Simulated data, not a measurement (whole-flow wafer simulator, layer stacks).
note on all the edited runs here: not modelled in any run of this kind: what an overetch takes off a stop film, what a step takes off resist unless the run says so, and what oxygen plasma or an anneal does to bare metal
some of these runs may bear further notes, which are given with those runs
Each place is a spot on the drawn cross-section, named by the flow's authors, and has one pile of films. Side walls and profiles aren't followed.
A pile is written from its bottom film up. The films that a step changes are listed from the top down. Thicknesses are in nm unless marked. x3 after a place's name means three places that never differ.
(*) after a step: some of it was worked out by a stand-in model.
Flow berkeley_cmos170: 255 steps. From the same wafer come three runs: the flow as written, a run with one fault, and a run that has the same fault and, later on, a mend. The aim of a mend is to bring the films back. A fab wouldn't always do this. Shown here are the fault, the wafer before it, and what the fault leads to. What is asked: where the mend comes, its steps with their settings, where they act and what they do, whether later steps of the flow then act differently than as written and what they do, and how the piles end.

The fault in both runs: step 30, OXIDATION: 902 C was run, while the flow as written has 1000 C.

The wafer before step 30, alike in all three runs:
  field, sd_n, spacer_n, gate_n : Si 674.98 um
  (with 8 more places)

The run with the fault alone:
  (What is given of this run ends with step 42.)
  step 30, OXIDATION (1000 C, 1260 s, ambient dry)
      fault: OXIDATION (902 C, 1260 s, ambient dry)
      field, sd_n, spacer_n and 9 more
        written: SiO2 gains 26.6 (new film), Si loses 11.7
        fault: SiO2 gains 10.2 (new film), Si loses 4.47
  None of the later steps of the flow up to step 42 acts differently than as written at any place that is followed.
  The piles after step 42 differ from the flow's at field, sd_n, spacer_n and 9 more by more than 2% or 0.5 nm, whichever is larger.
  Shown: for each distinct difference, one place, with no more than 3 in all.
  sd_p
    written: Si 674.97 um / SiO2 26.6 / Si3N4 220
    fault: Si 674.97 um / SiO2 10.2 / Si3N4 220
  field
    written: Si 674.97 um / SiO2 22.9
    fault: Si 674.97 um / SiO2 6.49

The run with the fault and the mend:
  The mend stands after step 31.
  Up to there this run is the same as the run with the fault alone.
  step 31a, ETCH (depth target 11.68 nm)
      field, sd_n, spacer_n and 9 more
        SiO2 loses 10.2 (all of it)
  step 31b, CLEAN (chemistry SPM) (*) (the flow's step 25, run once more)
      field, sd_n, spacer_n and 9 more
        chemical SiO2 gains 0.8 (new film), Si loses 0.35
  step 31c, OXIDATION (1000 C, 1260 s, ambient dry) (the flow's step 30, run once more)
      field, sd_n, spacer_n and 9 more
        SiO2 gains 26.7 (new film), chemical SiO2 loses 0.8 (all of it), Si loses 11.4
  None of the later steps of the flow differs from how it acts as written, at any place that is followed, by more than 2% or 0.5 nm, whichever is larger.
  When the end is reached, the piles differ only a little from the flow's at the places that both follow, at most by 2% or 0.5 nm, whichever is larger.
